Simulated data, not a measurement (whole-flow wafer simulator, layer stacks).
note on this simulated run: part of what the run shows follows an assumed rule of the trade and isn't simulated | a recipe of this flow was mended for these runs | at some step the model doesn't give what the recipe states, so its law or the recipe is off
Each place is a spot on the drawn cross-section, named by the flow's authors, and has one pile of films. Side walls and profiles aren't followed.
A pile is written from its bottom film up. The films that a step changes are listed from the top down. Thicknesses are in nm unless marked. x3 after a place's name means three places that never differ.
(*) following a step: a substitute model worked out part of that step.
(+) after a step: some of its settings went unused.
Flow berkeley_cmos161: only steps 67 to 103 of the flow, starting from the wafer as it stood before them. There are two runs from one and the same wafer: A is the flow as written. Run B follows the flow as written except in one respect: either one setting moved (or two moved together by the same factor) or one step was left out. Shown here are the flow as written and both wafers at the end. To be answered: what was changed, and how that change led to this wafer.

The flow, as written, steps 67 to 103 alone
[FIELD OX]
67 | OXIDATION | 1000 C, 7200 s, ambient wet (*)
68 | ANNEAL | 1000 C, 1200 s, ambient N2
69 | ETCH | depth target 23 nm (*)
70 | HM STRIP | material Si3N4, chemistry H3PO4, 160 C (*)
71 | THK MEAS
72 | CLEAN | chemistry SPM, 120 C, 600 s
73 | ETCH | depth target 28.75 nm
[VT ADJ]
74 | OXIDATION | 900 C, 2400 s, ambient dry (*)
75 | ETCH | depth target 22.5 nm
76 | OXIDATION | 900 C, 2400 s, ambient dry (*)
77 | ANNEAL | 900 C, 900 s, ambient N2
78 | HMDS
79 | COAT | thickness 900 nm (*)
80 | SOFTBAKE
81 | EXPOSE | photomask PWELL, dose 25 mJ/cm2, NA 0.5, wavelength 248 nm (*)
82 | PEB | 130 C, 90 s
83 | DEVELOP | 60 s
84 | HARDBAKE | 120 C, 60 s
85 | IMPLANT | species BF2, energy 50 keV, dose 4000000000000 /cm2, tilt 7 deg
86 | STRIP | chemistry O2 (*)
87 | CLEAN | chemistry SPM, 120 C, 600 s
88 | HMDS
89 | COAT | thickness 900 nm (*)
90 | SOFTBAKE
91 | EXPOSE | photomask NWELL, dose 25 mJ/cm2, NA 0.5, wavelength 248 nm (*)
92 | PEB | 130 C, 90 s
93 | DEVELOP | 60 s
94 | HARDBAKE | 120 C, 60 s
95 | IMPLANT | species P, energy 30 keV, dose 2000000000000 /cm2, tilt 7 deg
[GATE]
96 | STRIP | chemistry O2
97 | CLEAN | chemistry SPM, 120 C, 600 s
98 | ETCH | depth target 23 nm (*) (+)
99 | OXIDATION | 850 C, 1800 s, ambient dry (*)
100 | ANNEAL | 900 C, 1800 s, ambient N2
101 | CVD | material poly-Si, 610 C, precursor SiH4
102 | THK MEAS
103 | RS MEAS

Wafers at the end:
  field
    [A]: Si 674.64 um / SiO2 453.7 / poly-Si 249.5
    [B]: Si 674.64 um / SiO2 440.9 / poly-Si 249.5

What caused this: step 73, ETCH: depth target 41.69 nm was run, though the flow has depth target 28.75 nm.

The path from the change to this, step by step:
  73 | ETCH | depth target 28.75 nm
      field: A -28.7 SiO2 | B -41.7 SiO2
